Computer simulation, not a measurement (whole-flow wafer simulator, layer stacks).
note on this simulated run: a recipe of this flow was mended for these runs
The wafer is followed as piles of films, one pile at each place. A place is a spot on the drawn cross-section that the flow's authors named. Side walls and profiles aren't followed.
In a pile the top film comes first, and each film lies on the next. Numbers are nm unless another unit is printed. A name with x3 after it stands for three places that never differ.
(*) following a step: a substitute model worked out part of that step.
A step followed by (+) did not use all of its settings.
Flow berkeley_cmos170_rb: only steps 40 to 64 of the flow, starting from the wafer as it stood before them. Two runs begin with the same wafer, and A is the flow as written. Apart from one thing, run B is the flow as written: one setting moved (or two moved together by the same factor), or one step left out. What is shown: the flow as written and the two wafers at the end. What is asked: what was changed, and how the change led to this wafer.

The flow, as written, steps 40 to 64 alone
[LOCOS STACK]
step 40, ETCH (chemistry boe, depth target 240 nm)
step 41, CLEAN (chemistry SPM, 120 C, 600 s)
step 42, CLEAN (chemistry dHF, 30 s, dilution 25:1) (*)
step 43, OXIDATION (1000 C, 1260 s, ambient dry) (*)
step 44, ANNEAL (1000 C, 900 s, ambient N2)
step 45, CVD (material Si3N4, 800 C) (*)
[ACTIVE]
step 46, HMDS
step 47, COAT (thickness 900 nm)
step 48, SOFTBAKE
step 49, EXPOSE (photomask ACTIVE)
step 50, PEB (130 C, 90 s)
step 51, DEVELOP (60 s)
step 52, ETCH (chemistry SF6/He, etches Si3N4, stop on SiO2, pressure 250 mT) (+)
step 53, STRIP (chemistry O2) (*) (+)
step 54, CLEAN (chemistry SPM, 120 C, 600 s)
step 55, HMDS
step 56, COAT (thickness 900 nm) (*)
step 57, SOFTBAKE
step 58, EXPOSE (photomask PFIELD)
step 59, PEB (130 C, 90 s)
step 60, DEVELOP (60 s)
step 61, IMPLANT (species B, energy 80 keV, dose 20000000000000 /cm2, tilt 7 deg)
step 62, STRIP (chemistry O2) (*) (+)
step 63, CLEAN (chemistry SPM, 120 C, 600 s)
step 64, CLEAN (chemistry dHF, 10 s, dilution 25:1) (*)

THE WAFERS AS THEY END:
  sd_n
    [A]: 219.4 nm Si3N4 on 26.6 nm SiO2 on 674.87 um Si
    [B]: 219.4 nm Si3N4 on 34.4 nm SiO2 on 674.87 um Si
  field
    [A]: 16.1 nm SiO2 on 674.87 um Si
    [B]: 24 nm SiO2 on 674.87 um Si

The reason: step 43, OXIDATION: 2016 s was run, whereas the flow has 1260 s.

The path from the change to this, step by step:
  step 43, OXIDATION (1000 C, 1260 s, ambient dry) (*)
      field, sd_n, spacer_n and 6 more: A +26.6 SiO2 (new film), -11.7 Si | B +34.4 SiO2 (new film), -15.1 Si
